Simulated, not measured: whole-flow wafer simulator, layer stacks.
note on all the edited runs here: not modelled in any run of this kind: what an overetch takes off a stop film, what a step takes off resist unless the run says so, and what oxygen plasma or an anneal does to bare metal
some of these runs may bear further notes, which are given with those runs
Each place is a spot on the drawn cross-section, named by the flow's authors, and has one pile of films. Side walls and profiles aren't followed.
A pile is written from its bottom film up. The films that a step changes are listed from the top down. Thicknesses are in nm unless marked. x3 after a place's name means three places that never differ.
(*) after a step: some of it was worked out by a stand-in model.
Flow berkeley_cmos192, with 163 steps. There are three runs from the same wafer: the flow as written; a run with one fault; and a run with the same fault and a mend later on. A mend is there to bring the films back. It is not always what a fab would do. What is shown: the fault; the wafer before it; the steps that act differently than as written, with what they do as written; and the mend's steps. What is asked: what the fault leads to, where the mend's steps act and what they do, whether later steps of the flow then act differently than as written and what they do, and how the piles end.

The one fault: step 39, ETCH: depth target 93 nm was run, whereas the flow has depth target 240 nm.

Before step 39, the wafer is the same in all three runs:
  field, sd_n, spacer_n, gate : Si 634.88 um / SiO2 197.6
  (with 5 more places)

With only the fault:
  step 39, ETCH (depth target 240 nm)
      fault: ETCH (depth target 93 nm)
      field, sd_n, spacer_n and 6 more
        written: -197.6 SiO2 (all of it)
        fault: -93 SiO2
  Steps later in the flow that act otherwise than as written (25 other steps are not shown; they differ only slightly, by no more than 2% or 0.5 nm, whichever is larger):
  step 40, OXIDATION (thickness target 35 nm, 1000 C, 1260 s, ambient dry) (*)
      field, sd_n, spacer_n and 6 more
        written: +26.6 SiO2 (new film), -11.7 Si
        fault: +11.6 SiO2, -5.08 Si
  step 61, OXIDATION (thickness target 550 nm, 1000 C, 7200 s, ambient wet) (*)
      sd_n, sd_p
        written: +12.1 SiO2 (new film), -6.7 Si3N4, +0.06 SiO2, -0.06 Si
        fault: +12.1 SiO2 (new film), -6.7 Si3N4
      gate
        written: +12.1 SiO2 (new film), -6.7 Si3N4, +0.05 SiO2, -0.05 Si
        fault: +12.1 SiO2 (new film), -6.7 Si3N4
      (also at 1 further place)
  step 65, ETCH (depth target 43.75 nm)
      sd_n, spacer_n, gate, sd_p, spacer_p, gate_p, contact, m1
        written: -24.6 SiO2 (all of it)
        fault: -43.8 SiO2
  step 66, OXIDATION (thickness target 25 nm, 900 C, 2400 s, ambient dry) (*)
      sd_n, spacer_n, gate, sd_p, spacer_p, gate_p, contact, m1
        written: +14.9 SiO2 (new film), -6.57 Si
        fault: +7.4 SiO2, -3.26 Si
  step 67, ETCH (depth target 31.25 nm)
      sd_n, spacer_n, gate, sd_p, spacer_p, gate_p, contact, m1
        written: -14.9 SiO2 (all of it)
        fault: -31.2 SiO2
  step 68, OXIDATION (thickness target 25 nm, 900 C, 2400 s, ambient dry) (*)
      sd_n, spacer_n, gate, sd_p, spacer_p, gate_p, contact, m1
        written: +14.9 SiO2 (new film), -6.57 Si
        fault: +7.21 SiO2, -3.17 Si
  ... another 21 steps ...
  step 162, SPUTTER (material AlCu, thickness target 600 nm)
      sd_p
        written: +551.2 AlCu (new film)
        fault: +522.3 AlCu (new film)
  By the end, the piles at field, spacer_n, gate, sd_p, spacer_p, gate_p depart from the flow's by more than 2% or 0.5 nm, whichever is larger.
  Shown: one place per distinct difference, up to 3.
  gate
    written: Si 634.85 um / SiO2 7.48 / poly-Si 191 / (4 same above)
    fault: Si 634.86 um / SiO2 26.1 / poly-Si 191 / (4 same above)
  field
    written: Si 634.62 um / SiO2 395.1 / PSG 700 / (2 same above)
    fault: Si 634.66 um / SiO2 428 / PSG 700 / (2 same above)
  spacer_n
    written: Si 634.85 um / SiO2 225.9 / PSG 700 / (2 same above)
    fault: Si 634.86 um / SiO2 244.6 / PSG 700 / (2 same above)

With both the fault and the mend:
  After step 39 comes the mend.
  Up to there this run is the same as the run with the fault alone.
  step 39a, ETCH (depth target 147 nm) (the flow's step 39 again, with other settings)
      field, sd_n, spacer_n and 6 more
        -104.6 SiO2 (all of it)
  Every later step of the flow that is run acts as written at every place that is followed.
  At every place that both follow, the piles at the end match the flow's.
